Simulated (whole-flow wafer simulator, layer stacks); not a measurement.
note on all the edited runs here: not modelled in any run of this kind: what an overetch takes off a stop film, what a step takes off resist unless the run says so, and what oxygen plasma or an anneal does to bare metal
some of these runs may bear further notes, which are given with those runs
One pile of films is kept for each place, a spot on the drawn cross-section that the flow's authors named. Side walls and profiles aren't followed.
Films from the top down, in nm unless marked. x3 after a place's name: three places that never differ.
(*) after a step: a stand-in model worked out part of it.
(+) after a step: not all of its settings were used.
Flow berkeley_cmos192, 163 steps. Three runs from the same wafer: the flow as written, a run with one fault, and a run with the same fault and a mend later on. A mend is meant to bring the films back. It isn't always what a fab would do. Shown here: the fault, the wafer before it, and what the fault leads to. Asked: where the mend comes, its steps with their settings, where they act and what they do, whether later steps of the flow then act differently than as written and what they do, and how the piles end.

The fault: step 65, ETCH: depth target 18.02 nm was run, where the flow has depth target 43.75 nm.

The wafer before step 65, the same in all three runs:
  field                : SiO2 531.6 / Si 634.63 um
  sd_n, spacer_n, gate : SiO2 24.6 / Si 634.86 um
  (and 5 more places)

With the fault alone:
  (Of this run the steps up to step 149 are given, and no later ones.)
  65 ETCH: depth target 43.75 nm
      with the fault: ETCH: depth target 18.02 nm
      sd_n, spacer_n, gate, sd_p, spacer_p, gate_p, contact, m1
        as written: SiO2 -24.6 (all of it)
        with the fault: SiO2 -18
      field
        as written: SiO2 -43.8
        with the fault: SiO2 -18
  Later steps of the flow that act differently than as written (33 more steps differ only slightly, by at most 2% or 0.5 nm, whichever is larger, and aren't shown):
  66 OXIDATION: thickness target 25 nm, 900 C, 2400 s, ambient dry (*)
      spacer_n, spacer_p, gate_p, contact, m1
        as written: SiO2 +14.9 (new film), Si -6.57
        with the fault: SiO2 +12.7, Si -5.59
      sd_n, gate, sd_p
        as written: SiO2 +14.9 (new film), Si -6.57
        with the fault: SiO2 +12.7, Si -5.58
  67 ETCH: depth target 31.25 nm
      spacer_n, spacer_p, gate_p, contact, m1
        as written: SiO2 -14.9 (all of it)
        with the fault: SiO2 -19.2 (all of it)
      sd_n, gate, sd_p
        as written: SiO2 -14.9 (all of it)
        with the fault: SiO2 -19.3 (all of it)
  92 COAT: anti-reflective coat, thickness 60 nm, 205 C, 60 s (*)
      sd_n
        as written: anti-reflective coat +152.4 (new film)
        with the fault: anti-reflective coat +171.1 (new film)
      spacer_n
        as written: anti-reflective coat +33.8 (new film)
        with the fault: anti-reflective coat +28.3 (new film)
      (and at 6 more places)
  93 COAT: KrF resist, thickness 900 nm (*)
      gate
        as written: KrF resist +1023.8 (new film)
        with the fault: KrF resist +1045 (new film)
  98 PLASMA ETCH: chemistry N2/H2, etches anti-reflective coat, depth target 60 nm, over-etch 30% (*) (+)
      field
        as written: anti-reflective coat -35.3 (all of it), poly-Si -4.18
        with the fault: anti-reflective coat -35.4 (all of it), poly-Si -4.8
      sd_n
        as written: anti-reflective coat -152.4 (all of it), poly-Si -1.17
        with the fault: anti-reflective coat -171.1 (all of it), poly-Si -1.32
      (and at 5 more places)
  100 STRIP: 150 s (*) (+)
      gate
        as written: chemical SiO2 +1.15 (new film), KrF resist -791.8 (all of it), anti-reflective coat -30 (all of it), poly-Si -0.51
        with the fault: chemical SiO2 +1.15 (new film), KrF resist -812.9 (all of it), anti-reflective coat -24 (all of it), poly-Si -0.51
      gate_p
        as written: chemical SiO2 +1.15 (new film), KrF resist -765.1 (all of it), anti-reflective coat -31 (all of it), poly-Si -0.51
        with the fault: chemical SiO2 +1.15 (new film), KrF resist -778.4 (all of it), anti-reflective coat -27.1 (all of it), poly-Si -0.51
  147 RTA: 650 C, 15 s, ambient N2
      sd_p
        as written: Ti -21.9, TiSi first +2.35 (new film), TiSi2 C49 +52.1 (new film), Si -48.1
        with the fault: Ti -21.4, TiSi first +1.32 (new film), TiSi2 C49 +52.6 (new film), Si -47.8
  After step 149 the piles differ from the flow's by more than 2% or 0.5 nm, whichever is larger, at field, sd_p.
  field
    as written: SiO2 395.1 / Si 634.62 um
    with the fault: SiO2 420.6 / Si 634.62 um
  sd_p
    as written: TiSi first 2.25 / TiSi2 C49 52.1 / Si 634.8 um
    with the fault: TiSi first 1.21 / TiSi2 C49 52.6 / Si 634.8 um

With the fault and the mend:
  The mend comes after step 65.
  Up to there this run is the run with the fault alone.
  65a ETCH: depth target 25.73 nm (the flow's step 65 once more, with other settings)
      spacer_n, spacer_p, gate_p, contact, m1
        SiO2 -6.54 (all of it)
      sd_n, sd_p
        SiO2 -6.6 (all of it)
      field
        SiO2 -25.7
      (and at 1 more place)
  No later step of the flow acts differently than as written, at any place that is followed, by more than 2% or 0.5 nm, whichever is larger.
  At the end the piles are the same as the flow's at every place that both follow.
